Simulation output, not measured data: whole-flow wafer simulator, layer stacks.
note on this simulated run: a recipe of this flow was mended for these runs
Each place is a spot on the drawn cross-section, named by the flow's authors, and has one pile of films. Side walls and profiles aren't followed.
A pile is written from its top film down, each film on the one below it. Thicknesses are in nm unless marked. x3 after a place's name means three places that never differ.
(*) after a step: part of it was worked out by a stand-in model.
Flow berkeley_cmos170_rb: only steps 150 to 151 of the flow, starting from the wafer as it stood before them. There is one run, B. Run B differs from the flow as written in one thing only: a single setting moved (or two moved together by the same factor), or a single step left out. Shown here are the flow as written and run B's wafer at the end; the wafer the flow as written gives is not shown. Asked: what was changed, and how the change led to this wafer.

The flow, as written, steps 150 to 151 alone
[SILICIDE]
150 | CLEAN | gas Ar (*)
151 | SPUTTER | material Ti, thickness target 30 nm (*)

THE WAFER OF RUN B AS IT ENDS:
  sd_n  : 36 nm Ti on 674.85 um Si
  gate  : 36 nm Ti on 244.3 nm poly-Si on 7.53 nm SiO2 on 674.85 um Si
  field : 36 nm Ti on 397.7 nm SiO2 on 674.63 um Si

What caused this: step 151, SPUTTER: thickness target 36 nm was run, though the flow has thickness target 30 nm.
The wafer itself shows it: sd_n has Ti 36, and step 151 as written asks for 30 nm.

Step by step, how the change led to this:
  151 | SPUTTER | material Ti, thickness target 30 nm (*)
      field, sd_n, spacer_n, gate, spacer_p, gate_p, contact, m1: +36 Ti (new film) (as written it would have been: +30 Ti (new film))
      sd_p: +33.5 Ti (new film) (as written it would have been: +27.9 Ti (new film))
